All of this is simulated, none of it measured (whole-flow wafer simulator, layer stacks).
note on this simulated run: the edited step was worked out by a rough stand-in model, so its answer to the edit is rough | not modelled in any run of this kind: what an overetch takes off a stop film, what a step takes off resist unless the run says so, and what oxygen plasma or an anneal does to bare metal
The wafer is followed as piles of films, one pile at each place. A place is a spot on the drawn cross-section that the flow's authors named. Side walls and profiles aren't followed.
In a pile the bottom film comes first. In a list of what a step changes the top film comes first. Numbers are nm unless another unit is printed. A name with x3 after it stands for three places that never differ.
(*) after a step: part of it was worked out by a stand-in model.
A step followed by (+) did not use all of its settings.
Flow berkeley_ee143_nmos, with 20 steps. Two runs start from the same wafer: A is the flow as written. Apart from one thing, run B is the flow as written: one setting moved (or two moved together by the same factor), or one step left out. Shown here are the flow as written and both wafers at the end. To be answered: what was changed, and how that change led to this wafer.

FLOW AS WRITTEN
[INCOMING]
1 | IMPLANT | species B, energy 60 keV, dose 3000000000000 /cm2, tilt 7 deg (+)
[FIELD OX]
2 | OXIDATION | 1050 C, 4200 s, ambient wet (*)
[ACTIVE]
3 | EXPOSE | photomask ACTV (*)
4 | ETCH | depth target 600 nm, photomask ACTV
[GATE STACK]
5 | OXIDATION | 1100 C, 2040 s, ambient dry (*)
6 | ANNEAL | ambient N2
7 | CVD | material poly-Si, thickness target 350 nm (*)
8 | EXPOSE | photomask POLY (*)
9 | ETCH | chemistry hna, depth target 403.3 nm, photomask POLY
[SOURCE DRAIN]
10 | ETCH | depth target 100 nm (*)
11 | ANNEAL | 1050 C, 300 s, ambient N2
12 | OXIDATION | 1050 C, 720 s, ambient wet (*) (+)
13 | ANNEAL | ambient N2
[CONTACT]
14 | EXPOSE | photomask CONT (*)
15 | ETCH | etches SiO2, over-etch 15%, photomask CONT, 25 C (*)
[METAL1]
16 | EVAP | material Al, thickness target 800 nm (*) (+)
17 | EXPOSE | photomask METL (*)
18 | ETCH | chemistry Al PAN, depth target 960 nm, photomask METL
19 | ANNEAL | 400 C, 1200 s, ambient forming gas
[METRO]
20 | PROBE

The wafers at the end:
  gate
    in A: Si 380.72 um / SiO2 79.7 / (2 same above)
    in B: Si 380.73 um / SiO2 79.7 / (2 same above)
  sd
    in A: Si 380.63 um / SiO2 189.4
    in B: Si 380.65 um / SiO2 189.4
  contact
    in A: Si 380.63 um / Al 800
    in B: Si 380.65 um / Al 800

Cause: step 2, OXIDATION: 3780 s was run, whereas the flow has 4200 s.

Step by step, how the change led to this:
  2 | OXIDATION | 1050 C, 4200 s, ambient wet (*)
      gate, sd, contact, field: A +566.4 SiO2 (new film), -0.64 chemical SiO2 (all of it), -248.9 Si | B +531.8 SiO2 (new film), -0.64 chemical SiO2 (all of it), -233.7 Si
  4 | ETCH | depth target 600 nm, photomask ACTV
      gate, sd, contact: A -566.4 SiO2 (all of it) | B -531.8 SiO2 (all of it)
  5 | OXIDATION | 1100 C, 2040 s, ambient dry (*)
      field: A +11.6 SiO2, -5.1 Si | B +12.2 SiO2, -5.39 Si
  12 | OXIDATION | 1050 C, 720 s, ambient wet (*) (+)
      field: A +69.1 SiO2, -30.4 Si | B +72.7 SiO2, -32 Si
